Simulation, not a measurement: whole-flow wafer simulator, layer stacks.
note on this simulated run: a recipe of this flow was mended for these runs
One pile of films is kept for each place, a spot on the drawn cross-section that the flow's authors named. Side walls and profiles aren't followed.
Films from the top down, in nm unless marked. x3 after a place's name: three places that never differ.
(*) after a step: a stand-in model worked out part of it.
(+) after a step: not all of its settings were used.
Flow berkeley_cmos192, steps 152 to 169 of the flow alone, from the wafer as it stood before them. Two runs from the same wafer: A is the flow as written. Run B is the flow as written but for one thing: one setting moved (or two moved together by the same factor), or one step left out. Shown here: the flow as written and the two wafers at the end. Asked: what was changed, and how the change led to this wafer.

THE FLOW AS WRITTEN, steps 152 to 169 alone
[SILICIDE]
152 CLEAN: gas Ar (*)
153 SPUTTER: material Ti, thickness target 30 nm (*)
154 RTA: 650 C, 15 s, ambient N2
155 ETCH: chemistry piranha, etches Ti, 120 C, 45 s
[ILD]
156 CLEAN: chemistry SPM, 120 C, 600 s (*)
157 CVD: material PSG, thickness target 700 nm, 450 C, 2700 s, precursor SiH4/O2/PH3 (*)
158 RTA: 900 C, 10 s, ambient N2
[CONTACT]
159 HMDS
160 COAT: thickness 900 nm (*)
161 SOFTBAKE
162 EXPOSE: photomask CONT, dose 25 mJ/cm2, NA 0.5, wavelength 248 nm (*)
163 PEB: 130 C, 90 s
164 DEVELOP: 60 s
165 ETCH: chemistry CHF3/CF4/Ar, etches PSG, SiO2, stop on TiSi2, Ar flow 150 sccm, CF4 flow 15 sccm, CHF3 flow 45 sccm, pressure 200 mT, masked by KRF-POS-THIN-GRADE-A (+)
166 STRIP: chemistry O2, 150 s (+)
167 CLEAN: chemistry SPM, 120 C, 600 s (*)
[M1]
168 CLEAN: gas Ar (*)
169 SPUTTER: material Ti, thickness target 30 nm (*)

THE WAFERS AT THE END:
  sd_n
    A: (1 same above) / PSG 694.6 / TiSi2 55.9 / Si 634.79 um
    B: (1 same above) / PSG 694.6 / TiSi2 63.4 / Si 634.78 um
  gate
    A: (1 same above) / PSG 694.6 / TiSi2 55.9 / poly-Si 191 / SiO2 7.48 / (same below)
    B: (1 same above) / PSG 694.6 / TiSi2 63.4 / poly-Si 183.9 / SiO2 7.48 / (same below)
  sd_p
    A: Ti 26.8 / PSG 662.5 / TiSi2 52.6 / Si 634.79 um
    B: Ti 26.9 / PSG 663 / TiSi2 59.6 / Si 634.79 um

The cause: step 153, SPUTTER: thickness target 34 nm was run, where the flow has thickness target 30 nm.

How the change led to this, step by step:
  153 SPUTTER: material Ti, thickness target 30 nm (*)
      field, sd_n, spacer_n, gate, spacer_p, gate_p, contact, m1: A Ti +30 (new film) | B Ti +34 (new film)
      sd_p: A Ti +28.2 (new film) | B Ti +32 (new film)
  154 RTA: 650 C, 15 s, ambient N2
      sd_n, contact, m1: A Ti -23.4, TiSi first +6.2 (new film), TiSi2 C49 +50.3 (new film), Si -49 | B Ti -26.5, TiSi first +14.4 (new film), TiSi2 C49 +46 (new film), Si -50.6
      gate, gate_p: A Ti -23.4, TiSi first +6.2 (new film), TiSi2 C49 +50.3 (new film), poly-Si -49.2 | B Ti -26.5, TiSi first +14.4 (new film), TiSi2 C49 +46 (new film), poly-Si -50.8
      (and at 1 more place)
  155 ETCH: chemistry piranha, etches Ti, 120 C, 45 s
      sd_n, gate, gate_p, contact, m1: A Ti -6.6 (all of it), TiSi first -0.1 | B Ti -7.48 (all of it), TiSi first -0.1
      field, spacer_n, spacer_p: A Ti -30 (all of it) | B Ti -34 (all of it)
      (and at 1 more place)
  158 RTA: 900 C, 10 s, ambient N2
      sd_n, contact, m1: A under 1 film: TiSi2 +55.9 (new film), TiSi first -6.09 (all of it), TiSi2 C49 -50.3 (all of it), Si -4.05 | B under 1 film: TiSi2 +63.4 (new film), TiSi first -14.3 (all of it), TiSi2 C49 -46 (all of it), Si -9.51
      gate, gate_p: A under 1 film: TiSi2 +55.9 (new film), TiSi first -6.09 (all of it), TiSi2 C49 -50.3 (all of it), poly-Si -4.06 | B under 1 film: TiSi2 +63.4 (new film), TiSi first -14.3 (all of it), TiSi2 C49 -46 (all of it), poly-Si -9.55
      (and at 1 more place)
